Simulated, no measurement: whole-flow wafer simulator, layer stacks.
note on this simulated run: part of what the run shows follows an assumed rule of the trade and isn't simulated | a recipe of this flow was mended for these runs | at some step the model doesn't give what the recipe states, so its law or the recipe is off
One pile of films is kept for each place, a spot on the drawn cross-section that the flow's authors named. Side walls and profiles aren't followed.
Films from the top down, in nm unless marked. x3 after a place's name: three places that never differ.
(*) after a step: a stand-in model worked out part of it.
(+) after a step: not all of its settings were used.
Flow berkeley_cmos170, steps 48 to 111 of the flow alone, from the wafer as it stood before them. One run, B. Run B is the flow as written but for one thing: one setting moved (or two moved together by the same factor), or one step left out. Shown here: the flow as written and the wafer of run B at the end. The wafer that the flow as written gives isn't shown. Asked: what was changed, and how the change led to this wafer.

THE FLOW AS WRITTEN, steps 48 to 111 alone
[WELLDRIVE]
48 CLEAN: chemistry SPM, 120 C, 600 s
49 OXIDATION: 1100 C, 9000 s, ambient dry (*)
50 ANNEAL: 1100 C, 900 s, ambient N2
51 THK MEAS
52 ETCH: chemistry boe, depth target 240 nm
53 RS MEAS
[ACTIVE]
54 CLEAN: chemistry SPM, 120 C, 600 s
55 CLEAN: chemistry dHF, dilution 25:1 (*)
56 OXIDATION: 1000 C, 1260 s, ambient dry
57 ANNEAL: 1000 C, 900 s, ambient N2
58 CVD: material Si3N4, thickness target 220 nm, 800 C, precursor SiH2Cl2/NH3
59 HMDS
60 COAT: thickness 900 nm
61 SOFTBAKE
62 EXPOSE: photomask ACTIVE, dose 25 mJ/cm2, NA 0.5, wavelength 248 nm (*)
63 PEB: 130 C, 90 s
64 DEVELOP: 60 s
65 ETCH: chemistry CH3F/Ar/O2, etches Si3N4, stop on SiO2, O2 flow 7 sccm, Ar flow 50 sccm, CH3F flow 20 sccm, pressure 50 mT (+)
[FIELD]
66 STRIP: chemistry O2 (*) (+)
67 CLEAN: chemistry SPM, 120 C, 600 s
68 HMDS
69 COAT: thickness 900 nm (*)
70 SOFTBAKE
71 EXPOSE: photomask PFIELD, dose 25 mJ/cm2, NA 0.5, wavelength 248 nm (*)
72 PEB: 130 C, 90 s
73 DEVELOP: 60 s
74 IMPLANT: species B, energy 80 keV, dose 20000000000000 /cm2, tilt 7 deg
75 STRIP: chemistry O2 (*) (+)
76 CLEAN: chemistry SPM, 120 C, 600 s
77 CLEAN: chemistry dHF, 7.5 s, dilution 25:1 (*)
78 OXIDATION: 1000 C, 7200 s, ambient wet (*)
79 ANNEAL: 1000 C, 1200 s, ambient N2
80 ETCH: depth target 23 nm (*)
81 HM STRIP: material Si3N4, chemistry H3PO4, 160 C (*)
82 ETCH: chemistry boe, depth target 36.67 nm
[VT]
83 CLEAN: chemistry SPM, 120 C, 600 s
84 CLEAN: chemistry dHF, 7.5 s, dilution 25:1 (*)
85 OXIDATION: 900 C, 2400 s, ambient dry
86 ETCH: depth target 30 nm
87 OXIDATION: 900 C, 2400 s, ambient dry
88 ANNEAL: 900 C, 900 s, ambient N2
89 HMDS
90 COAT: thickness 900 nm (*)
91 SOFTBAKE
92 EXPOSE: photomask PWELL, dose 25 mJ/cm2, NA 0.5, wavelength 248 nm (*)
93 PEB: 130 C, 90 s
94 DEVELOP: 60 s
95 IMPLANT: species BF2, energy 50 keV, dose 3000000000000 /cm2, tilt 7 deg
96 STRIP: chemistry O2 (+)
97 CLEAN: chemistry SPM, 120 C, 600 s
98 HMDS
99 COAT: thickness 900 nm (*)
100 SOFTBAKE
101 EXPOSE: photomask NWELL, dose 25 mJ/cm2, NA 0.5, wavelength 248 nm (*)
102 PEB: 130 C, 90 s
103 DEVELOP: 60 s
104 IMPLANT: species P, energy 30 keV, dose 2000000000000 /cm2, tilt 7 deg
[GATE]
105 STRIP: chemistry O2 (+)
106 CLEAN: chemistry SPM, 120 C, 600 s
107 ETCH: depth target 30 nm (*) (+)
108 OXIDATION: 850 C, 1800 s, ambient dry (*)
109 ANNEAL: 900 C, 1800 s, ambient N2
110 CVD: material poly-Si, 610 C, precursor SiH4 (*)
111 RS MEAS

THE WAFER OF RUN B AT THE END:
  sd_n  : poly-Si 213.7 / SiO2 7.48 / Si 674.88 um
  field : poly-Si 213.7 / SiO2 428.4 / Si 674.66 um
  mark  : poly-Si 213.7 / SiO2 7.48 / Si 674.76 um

The cause: step 49, OXIDATION: 4200 s was run, where the flow has 9000 s.

How the change led to this, step by step:
  49 OXIDATION: 1100 C, 9000 s, ambient dry (*)
      field, mark, sd_n and 10 more: SiO2 +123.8 (new film), chemical SiO2 -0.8 (all of it), Si -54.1 (as written it would be: SiO2 +197.6 (new film), chemical SiO2 -0.8 (all of it), Si -86.6)
  52 ETCH: chemistry boe, depth target 240 nm
      field, mark, sd_n and 10 more: SiO2 -123.8 (all of it) (as written it would be: SiO2 -197.6 (all of it))
